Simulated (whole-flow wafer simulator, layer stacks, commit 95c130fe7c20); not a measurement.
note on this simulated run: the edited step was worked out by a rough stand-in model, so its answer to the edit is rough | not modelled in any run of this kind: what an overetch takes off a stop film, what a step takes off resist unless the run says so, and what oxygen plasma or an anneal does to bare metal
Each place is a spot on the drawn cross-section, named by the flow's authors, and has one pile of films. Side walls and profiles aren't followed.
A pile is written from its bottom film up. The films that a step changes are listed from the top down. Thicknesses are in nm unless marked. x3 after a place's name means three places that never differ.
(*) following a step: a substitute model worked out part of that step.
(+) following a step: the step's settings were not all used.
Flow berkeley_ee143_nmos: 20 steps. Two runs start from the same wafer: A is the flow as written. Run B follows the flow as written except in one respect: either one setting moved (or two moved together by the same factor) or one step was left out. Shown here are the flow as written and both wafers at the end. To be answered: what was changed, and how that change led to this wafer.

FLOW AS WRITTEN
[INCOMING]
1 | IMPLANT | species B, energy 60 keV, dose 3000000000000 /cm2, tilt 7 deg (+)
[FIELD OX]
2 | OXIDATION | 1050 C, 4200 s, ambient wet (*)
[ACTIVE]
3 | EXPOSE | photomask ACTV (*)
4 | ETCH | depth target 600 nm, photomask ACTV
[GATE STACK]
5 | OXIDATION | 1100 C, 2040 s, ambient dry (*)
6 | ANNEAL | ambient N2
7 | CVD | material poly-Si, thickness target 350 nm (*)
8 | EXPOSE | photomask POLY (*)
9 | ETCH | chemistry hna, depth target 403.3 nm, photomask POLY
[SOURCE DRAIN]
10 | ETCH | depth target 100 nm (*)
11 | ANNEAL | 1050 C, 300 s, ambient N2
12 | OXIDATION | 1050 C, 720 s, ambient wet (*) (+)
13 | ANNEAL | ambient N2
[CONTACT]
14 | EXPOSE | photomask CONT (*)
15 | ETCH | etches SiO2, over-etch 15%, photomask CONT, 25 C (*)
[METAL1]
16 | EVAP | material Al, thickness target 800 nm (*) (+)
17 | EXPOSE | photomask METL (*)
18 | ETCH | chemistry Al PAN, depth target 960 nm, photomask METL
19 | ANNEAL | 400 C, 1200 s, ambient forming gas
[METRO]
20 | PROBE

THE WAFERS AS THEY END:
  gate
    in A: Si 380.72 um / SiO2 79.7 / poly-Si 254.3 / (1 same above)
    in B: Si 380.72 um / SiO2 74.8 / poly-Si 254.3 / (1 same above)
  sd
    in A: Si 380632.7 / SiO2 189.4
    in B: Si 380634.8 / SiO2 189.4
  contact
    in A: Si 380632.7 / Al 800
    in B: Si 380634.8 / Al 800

Cause: step 5, OXIDATION: 1836 s was run, though the flow has 2040 s.

How this came from the change, step by step:
  5 | OXIDATION | 1100 C, 2040 s, ambient dry (*)
      gate, sd, contact: A +79.7 SiO2 (new film), -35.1 Si | B +74.8 SiO2 (new film), -32.9 Si
      field: A +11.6 SiO2, -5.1 Si | B +10.5 SiO2, -4.6 Si
  10 | ETCH | depth target 100 nm (*)
      sd, contact: A -79.7 SiO2 (all of it) | B -74.8 SiO2 (all of it)
